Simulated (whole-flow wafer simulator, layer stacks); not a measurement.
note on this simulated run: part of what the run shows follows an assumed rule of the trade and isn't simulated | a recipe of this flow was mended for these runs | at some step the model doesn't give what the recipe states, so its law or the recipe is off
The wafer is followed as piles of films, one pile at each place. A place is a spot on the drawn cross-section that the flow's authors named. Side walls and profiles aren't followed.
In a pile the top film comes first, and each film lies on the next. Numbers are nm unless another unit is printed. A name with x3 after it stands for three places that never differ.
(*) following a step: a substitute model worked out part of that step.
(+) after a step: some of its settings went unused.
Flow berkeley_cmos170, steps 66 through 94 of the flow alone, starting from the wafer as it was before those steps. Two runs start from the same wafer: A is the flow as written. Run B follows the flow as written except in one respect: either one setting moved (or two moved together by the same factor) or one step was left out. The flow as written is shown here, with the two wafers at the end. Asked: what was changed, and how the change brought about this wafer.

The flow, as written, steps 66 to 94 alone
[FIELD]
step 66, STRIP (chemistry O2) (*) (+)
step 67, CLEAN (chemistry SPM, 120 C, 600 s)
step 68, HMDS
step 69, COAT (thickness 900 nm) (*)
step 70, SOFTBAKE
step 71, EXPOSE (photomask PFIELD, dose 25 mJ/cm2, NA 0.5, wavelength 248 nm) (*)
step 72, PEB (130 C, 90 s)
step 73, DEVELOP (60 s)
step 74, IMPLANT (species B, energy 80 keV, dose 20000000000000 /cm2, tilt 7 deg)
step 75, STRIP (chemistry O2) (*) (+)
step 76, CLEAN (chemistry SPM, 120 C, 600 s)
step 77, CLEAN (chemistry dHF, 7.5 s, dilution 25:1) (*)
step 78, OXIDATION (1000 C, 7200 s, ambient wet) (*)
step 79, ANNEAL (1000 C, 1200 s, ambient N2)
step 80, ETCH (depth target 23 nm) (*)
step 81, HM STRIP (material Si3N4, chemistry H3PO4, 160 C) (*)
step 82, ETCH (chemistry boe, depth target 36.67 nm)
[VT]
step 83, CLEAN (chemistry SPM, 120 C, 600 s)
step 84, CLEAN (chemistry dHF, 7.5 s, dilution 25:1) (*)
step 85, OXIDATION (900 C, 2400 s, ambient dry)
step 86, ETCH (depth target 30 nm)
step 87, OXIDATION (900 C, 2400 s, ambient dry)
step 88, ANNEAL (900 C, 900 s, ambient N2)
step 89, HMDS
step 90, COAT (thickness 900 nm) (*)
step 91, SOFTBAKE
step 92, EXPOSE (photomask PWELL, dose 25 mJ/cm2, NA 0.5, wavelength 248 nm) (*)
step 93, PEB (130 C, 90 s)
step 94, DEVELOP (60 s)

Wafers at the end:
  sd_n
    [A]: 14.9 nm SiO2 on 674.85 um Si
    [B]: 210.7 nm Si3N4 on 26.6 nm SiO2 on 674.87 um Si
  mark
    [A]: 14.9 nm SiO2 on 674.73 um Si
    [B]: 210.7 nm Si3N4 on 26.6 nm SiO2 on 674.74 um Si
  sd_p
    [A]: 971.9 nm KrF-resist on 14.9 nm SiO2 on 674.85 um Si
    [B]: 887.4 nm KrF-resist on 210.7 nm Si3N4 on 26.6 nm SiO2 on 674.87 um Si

The reason: step 80, ETCH: depth target 11 nm was run, while the flow as written has depth target 23 nm.

How this came from the change, step by step:
  step 80, ETCH (depth target 23 nm) (*)
      mark, sd_n, spacer_n and 9 more: A -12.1 SiO2 (all of it), -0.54 Si3N4 | B -11 SiO2
      field: A -23 SiO2 | B -11 SiO2
  step 81, HM STRIP (material Si3N4, chemistry H3PO4, 160 C) (*)
      mark, sd_n, spacer_n and 9 more: A -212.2 Si3N4 (all of it), -11.1 SiO2 | B nothing
      field: A -17.7 SiO2 | B nothing
  step 82, ETCH (chemistry boe, depth target 36.67 nm)
      mark, sd_n, spacer_n and 9 more: A -15.5 SiO2 (all of it) | B -1.14 SiO2 (all of it), -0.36 Si3N4
  step 83, CLEAN (chemistry SPM, 120 C, 600 s)
      mark, sd_n, spacer_n and 9 more: A +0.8 chemical SiO2 (new film), -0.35 Si | B nothing
  step 84, CLEAN (chemistry dHF, 7.5 s, dilution 25:1) (*)
      mark, sd_n, spacer_n and 9 more: A -0.8 chemical SiO2 (all of it) | B -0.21 Si3N4
  step 85, OXIDATION (900 C, 2400 s, ambient dry)
      mark, sd_n, spacer_n and 9 more: A +14.9 SiO2 (new film), -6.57 Si | B nothing
  step 86, ETCH (depth target 30 nm)
      mark, sd_n, spacer_n and 9 more: A -14.9 SiO2 (all of it) | B -1.5 Si3N4
  step 87, OXIDATION (900 C, 2400 s, ambient dry)
      mark, sd_n, spacer_n and 9 more: A +14.9 SiO2 (new film), -6.57 Si | B nothing
  step 90, COAT (thickness 900 nm) (*)
      field: A +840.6 KrF-resist (new film) | B +897.1 KrF-resist (new film)
      sd_n: A +1004.6 KrF-resist (new film) | B +904.9 KrF-resist (new film)
      (and at 10 other places as well)
  step 94, DEVELOP (60 s)
      field: A -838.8 KrF-resist (all of it) | B -895.1 KrF-resist (all of it)
      sd_n: A -1002.3 KrF-resist (all of it) | B -902.9 KrF-resist (all of it)
      (and at 7 other places as well)
